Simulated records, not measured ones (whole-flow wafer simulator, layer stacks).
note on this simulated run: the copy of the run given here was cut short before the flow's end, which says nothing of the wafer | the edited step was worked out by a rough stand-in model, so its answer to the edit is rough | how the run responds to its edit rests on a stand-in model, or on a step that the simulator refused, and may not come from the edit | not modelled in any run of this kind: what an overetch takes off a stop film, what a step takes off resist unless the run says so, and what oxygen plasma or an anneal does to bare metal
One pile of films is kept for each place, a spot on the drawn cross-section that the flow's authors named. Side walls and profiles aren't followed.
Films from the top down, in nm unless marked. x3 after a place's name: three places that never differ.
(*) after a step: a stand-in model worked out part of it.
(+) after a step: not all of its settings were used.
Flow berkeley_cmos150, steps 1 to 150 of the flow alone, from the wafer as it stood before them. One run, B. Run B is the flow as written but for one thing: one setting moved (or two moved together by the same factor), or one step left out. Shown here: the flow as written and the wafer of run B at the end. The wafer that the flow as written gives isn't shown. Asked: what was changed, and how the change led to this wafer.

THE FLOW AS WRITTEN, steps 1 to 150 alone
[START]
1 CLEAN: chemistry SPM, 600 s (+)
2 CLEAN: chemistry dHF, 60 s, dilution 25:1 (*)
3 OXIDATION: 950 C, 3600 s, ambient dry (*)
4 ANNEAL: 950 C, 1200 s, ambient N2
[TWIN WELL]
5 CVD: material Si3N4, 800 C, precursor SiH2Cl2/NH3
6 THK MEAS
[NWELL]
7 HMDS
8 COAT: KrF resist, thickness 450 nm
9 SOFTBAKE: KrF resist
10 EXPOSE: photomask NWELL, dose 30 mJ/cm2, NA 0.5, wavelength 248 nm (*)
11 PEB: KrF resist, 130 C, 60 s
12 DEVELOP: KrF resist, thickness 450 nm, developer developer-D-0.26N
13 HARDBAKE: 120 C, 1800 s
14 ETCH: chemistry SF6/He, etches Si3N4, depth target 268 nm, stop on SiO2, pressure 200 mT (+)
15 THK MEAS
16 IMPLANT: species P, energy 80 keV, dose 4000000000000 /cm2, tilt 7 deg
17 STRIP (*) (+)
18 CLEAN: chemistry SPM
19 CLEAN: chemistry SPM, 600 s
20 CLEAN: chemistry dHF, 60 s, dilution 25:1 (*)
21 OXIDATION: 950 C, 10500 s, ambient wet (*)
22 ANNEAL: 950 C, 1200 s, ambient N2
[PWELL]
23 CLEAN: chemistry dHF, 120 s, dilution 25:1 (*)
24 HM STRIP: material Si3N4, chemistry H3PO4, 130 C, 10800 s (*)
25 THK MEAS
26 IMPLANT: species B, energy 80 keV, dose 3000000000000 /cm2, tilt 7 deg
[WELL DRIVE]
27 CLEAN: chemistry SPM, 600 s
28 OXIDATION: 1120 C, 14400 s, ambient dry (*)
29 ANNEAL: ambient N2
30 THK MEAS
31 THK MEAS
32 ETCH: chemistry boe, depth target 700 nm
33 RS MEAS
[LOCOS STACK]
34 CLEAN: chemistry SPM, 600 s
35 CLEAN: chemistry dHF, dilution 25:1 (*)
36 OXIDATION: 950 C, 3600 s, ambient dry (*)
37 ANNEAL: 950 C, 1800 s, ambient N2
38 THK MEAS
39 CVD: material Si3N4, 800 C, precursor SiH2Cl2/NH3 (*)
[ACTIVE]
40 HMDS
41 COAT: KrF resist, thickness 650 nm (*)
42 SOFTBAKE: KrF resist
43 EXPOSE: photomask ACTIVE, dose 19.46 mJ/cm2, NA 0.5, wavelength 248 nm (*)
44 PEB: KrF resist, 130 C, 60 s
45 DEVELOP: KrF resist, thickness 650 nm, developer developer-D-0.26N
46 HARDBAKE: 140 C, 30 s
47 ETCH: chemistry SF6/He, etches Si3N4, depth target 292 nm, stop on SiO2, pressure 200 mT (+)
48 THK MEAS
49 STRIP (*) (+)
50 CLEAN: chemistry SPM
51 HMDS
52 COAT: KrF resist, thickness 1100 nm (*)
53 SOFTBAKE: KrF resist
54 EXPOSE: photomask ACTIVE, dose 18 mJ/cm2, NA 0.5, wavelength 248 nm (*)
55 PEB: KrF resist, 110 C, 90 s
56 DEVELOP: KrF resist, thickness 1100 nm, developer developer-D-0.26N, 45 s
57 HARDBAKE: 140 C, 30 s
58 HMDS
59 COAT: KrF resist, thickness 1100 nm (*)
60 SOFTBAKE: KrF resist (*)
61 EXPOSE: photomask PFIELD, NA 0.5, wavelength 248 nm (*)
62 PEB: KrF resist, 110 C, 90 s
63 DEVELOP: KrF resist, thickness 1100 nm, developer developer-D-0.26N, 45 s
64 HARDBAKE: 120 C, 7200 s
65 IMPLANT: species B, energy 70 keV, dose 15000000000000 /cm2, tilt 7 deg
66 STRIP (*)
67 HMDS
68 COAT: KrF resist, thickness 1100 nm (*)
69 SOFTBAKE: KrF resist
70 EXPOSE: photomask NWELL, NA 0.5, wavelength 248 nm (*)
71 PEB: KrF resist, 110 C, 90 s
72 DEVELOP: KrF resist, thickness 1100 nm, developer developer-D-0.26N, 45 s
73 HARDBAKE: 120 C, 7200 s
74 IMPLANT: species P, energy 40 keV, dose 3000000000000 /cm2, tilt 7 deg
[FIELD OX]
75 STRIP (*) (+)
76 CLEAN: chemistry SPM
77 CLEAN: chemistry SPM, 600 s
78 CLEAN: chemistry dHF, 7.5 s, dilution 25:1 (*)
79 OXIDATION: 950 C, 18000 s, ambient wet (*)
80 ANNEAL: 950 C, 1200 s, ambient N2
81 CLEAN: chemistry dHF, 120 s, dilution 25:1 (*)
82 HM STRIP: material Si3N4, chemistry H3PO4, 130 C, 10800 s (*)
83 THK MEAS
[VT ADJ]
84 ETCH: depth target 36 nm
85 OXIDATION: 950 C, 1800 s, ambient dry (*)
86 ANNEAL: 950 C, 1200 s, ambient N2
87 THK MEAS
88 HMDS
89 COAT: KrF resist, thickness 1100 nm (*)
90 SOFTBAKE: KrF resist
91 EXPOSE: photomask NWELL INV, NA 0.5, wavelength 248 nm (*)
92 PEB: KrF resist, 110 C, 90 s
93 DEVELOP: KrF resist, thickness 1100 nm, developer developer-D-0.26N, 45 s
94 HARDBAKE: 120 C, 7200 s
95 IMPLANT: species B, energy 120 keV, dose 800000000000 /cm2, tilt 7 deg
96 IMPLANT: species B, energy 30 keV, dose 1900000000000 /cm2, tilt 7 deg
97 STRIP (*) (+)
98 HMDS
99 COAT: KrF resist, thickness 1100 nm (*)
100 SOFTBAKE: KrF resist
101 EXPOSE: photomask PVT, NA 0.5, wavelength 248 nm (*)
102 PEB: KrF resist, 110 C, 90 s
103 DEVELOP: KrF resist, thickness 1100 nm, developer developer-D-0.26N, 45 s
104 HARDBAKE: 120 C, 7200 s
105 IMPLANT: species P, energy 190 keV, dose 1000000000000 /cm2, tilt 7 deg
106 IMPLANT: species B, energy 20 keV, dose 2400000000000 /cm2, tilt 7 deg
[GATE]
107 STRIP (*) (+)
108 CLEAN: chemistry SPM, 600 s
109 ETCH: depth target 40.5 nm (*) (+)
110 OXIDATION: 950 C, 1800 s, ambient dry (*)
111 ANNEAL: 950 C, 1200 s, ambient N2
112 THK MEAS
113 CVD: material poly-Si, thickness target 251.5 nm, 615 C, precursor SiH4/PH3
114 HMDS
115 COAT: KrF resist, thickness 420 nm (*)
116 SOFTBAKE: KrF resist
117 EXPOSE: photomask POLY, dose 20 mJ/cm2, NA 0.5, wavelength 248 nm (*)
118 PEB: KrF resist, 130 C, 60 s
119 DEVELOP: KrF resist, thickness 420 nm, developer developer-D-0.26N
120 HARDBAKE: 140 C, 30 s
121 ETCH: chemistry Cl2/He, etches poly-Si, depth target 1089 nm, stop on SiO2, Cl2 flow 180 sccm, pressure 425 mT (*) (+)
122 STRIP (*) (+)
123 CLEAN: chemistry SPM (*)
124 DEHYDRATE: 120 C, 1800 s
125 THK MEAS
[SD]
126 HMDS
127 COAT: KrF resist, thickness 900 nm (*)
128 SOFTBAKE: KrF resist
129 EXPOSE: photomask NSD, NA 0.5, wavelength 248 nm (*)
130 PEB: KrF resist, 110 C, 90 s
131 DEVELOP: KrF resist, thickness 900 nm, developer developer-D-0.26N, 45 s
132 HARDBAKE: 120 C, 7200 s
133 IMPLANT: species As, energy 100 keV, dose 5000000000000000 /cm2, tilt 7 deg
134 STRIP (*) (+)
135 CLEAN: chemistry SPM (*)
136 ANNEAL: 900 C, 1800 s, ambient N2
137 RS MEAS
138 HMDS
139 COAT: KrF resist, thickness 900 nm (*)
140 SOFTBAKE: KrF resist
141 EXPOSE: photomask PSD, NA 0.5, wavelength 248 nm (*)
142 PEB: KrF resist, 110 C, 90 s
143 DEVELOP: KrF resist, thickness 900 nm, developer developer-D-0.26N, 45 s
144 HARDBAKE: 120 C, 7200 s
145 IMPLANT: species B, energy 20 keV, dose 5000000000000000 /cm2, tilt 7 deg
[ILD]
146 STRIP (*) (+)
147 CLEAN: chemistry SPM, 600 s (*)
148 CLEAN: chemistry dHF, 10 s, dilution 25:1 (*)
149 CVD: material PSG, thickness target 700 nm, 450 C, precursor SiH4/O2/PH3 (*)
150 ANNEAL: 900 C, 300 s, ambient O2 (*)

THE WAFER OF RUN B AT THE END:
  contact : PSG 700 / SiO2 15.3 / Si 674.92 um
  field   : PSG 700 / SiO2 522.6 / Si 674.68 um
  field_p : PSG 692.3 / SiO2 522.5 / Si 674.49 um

The cause: step 28, OXIDATION: 952 C was run, where the flow has 1120 C.

How the change led to this, step by step:
  28 OXIDATION: 1120 C, 14400 s, ambient dry (*)
      field, sd_n, gate_n, contact, m1: SiO2 +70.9, Si -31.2 (as written it would be: SiO2 +261.5, Si -115.1)
      field_p, sd_p, gate_p: SiO2 +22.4, Si -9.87 (as written it would be: SiO2 +103.6, Si -45.6)
  32 ETCH: chemistry boe, depth target 700 nm
      field, sd_n, gate_n, contact, m1: SiO2 -100.5 (all of it) (as written it would be: SiO2 -291.1 (all of it))
      field_p, sd_p, gate_p: SiO2 -474.3 (all of it) (as written it would be: SiO2 -555.5 (all of it))
  41 COAT: KrF resist, thickness 650 nm (*)
      field_p: KrF resist +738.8 (new film) (as written it would be: KrF resist +715.2 (new film))
      sd_p: KrF resist +709.7 (new film) (as written it would be: KrF resist +694.3 (new film))
  45 DEVELOP: KrF resist, thickness 650 nm, developer developer-D-0.26N
      field_p: KrF resist -737.7 (all of it) (as written it would be: KrF resist -714.1 (all of it))
  46 HARDBAKE: 140 C, 30 s
      sd_p: KrF resist -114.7 (as written it would be: KrF resist -112.2)
  49 STRIP (*) (+)
      sd_p: KrF resist -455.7 (all of it) (as written it would be: KrF resist -442.9 (all of it))
      gate_p: KrF resist -450.7 (all of it) (as written it would be: KrF resist -439.2 (all of it))
  52 COAT: KrF resist, thickness 1100 nm (*)
      field_p: KrF resist +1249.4 (new film) (as written it would be: KrF resist +1219.5 (new film))
      sd_p: KrF resist +1135.7 (new film) (as written it would be: KrF resist +1111.6 (new film))
      (and at 1 more place)
  56 DEVELOP: KrF resist, thickness 1100 nm, developer developer-D-0.26N, 45 s
      field_p: KrF resist -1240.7 (all of it) (as written it would be: KrF resist -1211 (all of it))
  57 HARDBAKE: 140 C, 30 s
      sd_p: KrF resist -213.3 (as written it would be: KrF resist -208.8)
      gate_p: KrF resist -213.9 (as written it would be: KrF resist -209.5)
  59 COAT: KrF resist, thickness 1100 nm (*)
      field_p: KrF resist +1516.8 (new film) (as written it would be: KrF resist +1484.3 (new film))
  66 STRIP (*)
      field_p: KrF resist -1468 (all of it) (as written it would be: KrF resist -1436.3 (all of it))
  68 COAT: KrF resist, thickness 1100 nm (*)
      field_p: KrF resist +1249.4 (new film) (as written it would be: KrF resist +1219.5 (new film))
      sd_p: KrF resist +1135.7 (new film) (as written it would be: KrF resist +1111.6 (new film))
      (and at 1 more place)
  72 DEVELOP: KrF resist, thickness 1100 nm, developer developer-D-0.26N, 45 s
      field_p: KrF resist -1240.7 (all of it) (as written it would be: KrF resist -1211 (all of it))
      sd_p: KrF resist -1127.8 (all of it) (as written it would be: KrF resist -1103.9 (all of it))
  89 COAT: KrF resist, thickness 1100 nm (*)
      field_p: KrF resist +1117.7 (new film) (as written it would be: KrF resist +1087.8 (new film))
  97 STRIP (*) (+)
      field_p: KrF resist -1078.7 (all of it) (as written it would be: KrF resist -1049.6 (all of it))
  99 COAT: KrF resist, thickness 1100 nm (*)
      field_p: KrF resist +1117.7 (new film) (as written it would be: KrF resist +1087.8 (new film))
  ... 9 more steps ...
  146 STRIP (*) (+)
      field_p: KrF resist -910 (all of it) (as written it would be: KrF resist -882.7 (all of it))
